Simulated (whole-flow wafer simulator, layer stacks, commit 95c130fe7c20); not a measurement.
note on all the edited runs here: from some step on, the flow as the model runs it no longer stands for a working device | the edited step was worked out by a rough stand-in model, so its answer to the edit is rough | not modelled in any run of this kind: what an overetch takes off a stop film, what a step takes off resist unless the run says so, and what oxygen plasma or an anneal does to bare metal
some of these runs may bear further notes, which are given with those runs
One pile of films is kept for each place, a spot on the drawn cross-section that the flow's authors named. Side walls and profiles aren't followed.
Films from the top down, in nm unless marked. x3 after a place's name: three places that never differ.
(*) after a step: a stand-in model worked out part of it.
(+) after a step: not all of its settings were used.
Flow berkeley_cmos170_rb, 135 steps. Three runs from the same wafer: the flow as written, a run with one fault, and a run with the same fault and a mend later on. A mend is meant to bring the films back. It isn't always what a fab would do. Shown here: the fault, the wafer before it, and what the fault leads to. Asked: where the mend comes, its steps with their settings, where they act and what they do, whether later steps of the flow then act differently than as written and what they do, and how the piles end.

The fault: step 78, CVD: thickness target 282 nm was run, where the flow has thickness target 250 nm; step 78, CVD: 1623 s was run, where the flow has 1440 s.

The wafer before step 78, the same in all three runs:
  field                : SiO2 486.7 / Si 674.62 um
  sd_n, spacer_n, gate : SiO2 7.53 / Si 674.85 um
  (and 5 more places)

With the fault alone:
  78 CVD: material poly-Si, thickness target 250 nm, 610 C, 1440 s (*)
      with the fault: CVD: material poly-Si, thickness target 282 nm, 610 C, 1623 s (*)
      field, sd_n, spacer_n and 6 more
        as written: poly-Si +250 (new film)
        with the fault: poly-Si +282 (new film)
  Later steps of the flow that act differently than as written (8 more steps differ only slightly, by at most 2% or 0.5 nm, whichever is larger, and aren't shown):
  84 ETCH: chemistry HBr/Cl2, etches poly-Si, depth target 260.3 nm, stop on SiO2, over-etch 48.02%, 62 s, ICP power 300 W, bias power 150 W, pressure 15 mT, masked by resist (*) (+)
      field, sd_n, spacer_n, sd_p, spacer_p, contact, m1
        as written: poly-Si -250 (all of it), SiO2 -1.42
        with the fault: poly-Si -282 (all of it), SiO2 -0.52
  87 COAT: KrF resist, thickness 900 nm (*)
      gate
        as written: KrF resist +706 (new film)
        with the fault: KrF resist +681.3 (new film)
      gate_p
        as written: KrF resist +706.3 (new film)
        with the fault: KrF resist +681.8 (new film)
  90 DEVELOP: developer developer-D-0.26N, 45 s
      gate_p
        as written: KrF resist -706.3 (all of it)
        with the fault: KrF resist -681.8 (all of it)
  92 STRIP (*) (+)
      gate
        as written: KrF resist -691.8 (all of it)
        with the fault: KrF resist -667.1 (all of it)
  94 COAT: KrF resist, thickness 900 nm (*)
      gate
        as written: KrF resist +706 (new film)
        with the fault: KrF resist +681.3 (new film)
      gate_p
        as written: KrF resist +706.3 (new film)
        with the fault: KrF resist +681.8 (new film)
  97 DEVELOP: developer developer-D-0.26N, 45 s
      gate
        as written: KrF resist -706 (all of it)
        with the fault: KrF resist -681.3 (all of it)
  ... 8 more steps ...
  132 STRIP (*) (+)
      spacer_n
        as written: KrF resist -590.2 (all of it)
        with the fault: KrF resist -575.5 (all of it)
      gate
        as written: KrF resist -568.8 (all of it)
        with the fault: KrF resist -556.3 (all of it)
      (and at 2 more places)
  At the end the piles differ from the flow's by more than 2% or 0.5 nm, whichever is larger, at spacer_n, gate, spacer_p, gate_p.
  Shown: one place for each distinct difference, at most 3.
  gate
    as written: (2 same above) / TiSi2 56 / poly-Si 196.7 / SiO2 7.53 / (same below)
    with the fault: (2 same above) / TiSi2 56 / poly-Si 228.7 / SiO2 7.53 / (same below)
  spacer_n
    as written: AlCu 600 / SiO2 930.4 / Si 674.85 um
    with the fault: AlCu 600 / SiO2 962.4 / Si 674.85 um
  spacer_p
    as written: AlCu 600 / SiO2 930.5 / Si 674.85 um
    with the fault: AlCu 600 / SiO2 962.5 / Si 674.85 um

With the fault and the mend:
  The mend comes after step 78.
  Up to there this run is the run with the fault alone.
  78a ETCH: chemistry tmah, depth target 324.3 nm
      field, sd_n, spacer_n and 6 more
        poly-Si -282 (all of it)
  78b CLEAN (*) (the flow's step 74 once more)
      changes no film at any place that is followed
  78c CVD: material poly-Si, thickness target 250 nm, 610 C, 1440 s (*) (the flow's step 78 once more)
      field, sd_n, spacer_n and 6 more
        poly-Si +250 (new film)
  No later step of the flow acts differently than as written at any place that is followed.
  At the end the piles are the same as the flow's at every place that both follow.
